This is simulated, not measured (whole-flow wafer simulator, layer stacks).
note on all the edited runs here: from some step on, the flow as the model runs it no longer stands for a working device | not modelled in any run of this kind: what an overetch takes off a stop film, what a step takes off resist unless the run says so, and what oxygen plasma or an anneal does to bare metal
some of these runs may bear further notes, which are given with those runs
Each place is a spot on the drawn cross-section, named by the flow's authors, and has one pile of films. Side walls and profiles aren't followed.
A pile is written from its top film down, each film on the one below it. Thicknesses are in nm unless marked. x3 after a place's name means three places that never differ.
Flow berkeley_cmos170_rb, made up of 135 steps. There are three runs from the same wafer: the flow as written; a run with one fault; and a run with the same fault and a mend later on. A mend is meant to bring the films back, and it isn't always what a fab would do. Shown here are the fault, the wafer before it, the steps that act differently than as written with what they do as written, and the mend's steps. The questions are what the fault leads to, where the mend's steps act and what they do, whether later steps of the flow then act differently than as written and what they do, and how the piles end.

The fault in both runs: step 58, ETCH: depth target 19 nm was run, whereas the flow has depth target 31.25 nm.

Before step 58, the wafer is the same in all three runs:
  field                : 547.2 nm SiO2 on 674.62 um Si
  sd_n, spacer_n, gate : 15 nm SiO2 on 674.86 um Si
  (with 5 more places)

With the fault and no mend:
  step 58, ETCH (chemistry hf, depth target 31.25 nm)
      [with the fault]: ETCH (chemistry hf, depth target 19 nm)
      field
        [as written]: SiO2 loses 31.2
        [with the fault]: SiO2 loses 19
  Steps later in the flow that act otherwise than as written (31 more steps, not shown, differ only slightly: by at most 2% or 0.5 nm, whichever is larger):
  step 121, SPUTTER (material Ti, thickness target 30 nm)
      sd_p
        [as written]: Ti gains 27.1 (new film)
        [with the fault]: Ti gains 25.3 (new film)
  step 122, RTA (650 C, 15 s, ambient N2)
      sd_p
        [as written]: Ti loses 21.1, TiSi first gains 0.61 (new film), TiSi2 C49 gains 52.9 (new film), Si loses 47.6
        [with the fault]: Ti loses 19.8, TiSi2 C49 gains 50.3 (new film), Si loses 44.9
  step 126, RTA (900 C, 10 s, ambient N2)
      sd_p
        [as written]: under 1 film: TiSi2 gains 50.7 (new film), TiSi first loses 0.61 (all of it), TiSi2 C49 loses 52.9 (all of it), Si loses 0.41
        [with the fault]: under 1 film: TiSi2 gains 47.3 (new film), TiSi2 C49 loses 50.3 (all of it)
  At sd_p, the piles at the end differ from the flow's by more than 2% or 0.5 nm, whichever is larger.
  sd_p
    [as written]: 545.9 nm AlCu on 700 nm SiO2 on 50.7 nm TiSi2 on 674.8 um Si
    [with the fault]: 541.4 nm AlCu on 700 nm SiO2 on 47.3 nm TiSi2 on 674.81 um Si

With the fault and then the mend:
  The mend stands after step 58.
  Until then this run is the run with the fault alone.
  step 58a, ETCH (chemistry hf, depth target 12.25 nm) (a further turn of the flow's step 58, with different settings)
      field
        SiO2 loses 12.2
  Every later step of the flow that is run acts as written, at every place that is followed, to within 2% or 0.5 nm, whichever is larger.
  The piles end the same as the flow's at every place that both follow.
